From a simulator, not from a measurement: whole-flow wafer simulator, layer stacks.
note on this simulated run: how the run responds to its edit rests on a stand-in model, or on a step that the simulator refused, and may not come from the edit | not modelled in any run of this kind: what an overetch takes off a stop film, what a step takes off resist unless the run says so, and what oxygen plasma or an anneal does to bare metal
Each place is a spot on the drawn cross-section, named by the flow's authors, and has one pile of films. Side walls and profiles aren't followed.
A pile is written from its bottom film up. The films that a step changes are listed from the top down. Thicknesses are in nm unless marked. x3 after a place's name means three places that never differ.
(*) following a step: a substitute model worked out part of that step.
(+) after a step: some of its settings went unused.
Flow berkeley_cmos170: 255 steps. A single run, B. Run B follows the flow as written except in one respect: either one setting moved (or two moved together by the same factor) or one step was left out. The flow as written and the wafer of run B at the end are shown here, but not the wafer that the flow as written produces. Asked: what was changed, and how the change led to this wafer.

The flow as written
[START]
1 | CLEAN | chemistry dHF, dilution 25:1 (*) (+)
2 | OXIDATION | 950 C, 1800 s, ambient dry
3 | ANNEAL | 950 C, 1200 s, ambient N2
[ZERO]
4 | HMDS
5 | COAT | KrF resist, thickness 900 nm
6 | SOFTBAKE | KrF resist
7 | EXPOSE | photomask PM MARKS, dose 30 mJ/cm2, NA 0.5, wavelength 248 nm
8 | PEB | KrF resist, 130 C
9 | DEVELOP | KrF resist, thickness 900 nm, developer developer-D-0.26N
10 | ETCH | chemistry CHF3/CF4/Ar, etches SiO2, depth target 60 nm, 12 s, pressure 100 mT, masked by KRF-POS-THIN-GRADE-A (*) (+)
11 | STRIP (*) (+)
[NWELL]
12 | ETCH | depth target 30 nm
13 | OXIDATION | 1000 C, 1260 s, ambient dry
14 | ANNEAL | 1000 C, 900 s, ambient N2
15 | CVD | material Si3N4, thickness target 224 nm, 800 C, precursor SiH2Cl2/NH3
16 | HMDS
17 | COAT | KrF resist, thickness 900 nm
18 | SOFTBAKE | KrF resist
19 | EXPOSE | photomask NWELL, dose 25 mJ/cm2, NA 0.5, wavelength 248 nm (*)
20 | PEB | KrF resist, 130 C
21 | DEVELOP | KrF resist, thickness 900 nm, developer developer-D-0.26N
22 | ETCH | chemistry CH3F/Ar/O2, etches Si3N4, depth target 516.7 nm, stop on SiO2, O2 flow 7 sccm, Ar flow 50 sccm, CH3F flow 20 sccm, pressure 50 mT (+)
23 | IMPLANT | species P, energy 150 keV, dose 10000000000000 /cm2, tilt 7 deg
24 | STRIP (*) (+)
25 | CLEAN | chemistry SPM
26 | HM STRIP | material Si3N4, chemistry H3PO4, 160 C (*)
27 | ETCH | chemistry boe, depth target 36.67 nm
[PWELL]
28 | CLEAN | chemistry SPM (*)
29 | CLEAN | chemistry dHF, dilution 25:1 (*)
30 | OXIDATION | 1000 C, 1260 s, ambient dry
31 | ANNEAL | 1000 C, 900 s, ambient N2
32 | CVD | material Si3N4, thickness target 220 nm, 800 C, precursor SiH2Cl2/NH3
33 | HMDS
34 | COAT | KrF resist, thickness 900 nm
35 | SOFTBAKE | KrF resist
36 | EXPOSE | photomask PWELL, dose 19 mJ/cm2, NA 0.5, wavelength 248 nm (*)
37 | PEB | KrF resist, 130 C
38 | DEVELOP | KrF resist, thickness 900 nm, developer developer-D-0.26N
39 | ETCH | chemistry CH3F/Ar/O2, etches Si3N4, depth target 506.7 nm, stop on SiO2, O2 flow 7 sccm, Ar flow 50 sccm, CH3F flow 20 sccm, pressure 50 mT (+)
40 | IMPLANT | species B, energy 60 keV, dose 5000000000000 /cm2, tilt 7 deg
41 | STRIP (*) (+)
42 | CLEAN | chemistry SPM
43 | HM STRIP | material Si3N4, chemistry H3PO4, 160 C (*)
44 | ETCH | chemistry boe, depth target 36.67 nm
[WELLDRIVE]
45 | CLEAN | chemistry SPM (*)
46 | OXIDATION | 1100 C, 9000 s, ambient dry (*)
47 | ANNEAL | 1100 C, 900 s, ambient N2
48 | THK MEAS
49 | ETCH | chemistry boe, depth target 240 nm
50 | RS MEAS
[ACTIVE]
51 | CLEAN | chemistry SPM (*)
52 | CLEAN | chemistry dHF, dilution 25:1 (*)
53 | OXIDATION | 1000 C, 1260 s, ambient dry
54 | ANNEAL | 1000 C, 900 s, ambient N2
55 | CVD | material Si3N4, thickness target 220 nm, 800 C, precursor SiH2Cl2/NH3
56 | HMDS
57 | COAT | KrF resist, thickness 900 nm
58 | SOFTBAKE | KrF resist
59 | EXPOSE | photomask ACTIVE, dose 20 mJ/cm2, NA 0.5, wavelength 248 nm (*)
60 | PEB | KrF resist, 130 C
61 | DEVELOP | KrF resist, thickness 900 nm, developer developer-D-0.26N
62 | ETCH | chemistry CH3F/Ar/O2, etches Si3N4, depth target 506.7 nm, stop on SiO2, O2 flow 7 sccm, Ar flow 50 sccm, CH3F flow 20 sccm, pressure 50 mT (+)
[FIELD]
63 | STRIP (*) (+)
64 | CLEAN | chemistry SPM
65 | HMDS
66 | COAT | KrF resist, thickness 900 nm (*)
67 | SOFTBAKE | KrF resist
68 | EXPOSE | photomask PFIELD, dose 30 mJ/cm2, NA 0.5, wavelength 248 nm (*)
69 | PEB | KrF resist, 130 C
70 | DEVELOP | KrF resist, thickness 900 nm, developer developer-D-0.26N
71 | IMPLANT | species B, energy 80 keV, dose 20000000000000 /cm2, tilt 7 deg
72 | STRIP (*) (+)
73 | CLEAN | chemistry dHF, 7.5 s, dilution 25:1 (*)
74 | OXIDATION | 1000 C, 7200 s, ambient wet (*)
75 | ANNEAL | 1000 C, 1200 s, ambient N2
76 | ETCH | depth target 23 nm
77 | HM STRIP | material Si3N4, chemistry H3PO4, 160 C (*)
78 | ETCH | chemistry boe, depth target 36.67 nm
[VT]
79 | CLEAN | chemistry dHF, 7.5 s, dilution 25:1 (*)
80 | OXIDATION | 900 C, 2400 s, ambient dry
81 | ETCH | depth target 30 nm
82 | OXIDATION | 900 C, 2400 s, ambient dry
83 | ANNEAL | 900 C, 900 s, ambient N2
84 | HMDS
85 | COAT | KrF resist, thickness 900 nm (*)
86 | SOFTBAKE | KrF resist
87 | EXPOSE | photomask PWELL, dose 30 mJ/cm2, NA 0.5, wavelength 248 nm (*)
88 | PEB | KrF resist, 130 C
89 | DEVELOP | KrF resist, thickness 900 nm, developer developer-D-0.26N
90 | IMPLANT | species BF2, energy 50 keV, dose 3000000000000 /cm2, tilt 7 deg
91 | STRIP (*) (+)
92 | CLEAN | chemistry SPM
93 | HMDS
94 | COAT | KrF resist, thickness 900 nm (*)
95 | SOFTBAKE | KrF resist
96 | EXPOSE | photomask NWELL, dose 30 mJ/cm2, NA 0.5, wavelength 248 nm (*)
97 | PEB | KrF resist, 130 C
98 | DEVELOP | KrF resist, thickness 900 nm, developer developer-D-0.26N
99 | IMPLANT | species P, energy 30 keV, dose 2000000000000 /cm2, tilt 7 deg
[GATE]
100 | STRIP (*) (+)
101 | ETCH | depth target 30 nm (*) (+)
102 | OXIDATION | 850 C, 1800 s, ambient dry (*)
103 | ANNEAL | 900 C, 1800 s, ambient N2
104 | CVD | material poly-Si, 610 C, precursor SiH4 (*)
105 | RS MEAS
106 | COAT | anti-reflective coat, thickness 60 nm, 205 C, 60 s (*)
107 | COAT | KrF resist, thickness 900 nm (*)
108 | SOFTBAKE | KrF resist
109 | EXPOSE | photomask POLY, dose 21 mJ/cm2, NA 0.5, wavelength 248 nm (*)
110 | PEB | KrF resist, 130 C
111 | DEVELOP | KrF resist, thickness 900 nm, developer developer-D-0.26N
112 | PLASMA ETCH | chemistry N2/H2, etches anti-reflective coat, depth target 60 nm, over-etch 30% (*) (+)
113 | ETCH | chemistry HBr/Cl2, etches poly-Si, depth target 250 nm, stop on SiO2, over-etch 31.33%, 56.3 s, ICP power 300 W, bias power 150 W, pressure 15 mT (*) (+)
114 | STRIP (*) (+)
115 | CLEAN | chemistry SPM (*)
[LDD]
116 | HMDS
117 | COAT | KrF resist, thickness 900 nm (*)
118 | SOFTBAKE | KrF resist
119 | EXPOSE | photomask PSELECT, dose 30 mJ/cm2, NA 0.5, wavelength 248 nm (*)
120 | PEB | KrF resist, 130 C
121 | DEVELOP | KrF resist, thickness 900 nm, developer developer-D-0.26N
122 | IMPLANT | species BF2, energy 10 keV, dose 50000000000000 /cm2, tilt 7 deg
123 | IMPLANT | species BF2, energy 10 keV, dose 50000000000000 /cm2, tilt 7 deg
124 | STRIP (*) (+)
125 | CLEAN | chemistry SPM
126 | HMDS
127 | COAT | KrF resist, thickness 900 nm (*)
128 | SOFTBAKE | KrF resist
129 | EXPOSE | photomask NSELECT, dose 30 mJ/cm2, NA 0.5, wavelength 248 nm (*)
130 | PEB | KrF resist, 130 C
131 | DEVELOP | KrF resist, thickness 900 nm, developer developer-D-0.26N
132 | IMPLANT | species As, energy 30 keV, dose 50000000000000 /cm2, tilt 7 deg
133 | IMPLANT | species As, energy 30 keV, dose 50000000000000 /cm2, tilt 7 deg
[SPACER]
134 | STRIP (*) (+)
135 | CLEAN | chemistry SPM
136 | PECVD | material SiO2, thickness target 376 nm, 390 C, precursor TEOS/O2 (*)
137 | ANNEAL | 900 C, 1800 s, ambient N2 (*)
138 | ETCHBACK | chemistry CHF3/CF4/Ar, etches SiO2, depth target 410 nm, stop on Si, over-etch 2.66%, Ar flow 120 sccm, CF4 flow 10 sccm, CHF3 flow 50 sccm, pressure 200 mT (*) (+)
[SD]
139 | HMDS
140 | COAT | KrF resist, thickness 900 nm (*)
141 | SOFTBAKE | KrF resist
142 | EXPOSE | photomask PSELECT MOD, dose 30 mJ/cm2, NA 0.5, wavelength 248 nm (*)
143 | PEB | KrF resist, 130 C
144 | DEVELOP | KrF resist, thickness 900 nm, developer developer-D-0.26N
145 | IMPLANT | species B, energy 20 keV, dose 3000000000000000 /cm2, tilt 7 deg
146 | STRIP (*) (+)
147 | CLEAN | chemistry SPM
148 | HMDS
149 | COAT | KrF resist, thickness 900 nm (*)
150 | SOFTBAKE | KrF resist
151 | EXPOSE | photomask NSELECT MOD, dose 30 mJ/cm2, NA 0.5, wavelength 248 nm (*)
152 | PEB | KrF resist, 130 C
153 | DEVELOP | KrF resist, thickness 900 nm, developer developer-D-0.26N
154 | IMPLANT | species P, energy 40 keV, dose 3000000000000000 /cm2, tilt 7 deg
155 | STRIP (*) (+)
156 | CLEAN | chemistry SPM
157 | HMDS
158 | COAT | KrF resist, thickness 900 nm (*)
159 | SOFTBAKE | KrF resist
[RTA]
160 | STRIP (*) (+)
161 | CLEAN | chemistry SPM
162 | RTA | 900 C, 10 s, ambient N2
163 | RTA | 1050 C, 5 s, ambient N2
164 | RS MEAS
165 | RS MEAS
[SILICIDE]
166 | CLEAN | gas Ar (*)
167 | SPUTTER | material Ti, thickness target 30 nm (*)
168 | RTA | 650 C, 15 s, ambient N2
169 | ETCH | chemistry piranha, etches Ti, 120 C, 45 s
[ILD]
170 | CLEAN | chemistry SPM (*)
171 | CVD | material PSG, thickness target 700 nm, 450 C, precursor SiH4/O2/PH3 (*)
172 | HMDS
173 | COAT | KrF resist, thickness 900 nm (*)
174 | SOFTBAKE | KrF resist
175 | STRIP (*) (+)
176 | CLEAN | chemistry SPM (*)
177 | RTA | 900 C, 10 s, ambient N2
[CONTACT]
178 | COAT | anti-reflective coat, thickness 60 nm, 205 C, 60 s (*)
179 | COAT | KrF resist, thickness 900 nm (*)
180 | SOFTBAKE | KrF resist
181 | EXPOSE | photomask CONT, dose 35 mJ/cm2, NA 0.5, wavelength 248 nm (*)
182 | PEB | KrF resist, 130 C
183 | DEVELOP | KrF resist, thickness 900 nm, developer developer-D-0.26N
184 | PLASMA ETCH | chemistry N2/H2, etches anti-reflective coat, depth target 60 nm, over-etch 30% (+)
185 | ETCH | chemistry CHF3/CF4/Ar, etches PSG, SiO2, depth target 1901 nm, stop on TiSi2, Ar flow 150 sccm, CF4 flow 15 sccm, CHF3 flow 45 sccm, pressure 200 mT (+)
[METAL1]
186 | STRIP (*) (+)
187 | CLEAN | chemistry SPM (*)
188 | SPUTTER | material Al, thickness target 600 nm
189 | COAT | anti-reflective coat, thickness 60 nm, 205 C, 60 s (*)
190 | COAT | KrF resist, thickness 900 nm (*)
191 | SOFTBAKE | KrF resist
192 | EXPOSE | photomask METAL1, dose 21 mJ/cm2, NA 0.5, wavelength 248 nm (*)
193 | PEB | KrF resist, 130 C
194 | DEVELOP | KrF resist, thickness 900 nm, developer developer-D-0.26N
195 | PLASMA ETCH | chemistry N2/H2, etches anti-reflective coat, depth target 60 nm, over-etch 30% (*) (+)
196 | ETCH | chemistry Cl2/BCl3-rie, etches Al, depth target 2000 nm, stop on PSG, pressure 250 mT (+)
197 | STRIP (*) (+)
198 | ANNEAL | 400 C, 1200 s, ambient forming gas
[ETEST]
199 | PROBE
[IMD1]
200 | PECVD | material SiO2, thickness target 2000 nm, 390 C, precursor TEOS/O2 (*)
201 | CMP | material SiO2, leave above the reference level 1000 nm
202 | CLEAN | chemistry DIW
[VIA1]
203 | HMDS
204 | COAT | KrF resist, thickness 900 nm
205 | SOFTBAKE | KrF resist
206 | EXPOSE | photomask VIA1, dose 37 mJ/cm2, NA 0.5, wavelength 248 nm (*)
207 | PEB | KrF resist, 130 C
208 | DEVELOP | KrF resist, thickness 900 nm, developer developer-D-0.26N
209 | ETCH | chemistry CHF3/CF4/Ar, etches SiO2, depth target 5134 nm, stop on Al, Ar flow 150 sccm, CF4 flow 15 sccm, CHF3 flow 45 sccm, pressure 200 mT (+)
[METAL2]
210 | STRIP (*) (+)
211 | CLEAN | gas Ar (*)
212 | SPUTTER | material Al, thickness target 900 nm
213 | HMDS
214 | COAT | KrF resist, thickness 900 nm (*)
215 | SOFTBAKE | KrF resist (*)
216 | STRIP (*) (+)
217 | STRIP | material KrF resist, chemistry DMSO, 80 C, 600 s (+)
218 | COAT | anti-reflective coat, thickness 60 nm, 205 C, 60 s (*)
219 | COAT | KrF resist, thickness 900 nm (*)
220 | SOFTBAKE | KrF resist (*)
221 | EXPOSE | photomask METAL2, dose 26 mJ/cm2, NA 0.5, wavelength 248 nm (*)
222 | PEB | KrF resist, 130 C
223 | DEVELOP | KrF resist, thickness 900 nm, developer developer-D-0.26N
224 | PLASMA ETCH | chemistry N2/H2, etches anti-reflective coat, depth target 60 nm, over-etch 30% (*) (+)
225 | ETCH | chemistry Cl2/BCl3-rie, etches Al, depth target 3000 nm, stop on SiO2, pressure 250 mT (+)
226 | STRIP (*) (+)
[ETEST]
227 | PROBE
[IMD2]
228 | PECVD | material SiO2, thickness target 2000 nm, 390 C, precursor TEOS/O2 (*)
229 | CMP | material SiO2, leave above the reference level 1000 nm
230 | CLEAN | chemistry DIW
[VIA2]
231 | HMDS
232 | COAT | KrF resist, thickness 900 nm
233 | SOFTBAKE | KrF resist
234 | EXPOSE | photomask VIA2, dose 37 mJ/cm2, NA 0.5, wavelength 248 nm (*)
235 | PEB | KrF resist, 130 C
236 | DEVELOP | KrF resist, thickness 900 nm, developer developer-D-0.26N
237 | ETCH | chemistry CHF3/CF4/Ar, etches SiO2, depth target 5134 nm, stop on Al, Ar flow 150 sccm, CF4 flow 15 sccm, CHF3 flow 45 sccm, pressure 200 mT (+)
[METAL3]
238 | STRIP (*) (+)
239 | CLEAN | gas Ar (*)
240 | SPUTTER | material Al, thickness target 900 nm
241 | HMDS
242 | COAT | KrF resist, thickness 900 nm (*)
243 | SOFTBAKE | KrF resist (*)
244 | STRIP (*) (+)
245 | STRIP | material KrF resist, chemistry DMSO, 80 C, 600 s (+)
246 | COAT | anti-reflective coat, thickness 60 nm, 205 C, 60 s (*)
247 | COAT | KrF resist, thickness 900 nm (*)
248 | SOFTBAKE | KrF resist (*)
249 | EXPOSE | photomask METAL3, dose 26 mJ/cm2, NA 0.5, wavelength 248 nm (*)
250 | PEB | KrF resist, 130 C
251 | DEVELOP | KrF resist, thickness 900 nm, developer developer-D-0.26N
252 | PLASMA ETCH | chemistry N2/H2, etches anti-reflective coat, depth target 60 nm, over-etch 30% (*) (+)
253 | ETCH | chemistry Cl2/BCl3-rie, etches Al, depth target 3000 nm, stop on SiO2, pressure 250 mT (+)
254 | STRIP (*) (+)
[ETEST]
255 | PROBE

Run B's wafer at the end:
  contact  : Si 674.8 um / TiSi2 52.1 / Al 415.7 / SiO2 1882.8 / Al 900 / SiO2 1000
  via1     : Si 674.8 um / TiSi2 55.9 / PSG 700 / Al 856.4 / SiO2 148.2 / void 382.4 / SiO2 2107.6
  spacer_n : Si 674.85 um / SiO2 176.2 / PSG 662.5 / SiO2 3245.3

The reason: step 238, STRIP (*) (+), was omitted.

The path from the change to this, step by step:
  239 | CLEAN | gas Ar (*)
      field, sd_n, spacer_n and 8 more: -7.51 KrF resist (it would be, as written: -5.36 SiO2)
  240 | SPUTTER | material Al, thickness target 900 nm
      via2: +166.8 Al (it would be, as written: +260 Al)
  242 | COAT | KrF resist, thickness 900 nm (*)
      m1: +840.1 KrF resist (new film) (it would be, as written: +862.3 KrF resist (new film))
      m2: +778 KrF resist (new film) (it would be, as written: +821.5 KrF resist (new film))
      (as well as at 1 more place)
  244 | STRIP (*) (+)
      m1: -840.1 KrF resist (all of it) (it would be, as written: -862.3 KrF resist (all of it))
      m2: -778 KrF resist (all of it) (it would be, as written: -821.5 KrF resist (all of it))
      (as well as at 1 more place)
  245 | STRIP | material KrF resist, chemistry DMSO, 80 C, 600 s (+)
      field, sd_n, spacer_n and 8 more: -900 Al (all of it), -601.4 KrF resist (all of it) (it would be, as written: nothing)
  246 | COAT | anti-reflective coat, thickness 60 nm, 205 C, 60 s (*)
      via2: +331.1 anti-reflective coat (new film) (it would be, as written: +670.7 anti-reflective coat (new film))
  247 | COAT | KrF resist, thickness 900 nm (*)
      via2: +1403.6 KrF resist (new film) (it would be, as written: +1869.1 KrF resist (new film))
  250 | PEB | KrF resist, 130 C
      via2: -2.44 KrF resist (it would be, as written: -3.46 KrF resist)
  253 | ETCH | chemistry Cl2/BCl3-rie, etches Al, depth target 3000 nm, stop on SiO2, pressure 250 mT (+)
      field, sd_n, spacer_n, gate_n, sd_p, spacer_p, gate_p: -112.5 SiO2 (it would be, as written: -900 Al (all of it), -56.2 SiO2)
      contact, m1, via1, m2, via2: -450 KrF resist (it would be, as written: -675 KrF resist)
  254 | STRIP (*) (+)
      contact: -385.9 KrF resist (all of it), -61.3 anti-reflective coat (all of it) (it would be, as written: -161.3 KrF resist (all of it), -61.1 anti-reflective coat (all of it))
      m1: -381.2 KrF resist (all of it), -40.3 anti-reflective coat (all of it) (it would be, as written: -158.8 KrF resist (all of it), -41 anti-reflective coat (all of it))
      (as well as at 3 more places)
With metal films that touch counted as one body, contact has 2 bodies (between them, from the top down: SiO2 1882.8); the flow as written gives 3 bodies (between them, from the top down: SiO2 994.6; SiO2 1882.8).
With metal films that touch counted as one body, via1 has 1 body; the flow as written gives 2 bodies (between them, from the top down: SiO2 2102.2 / void 382.4 / SiO2 148.2).
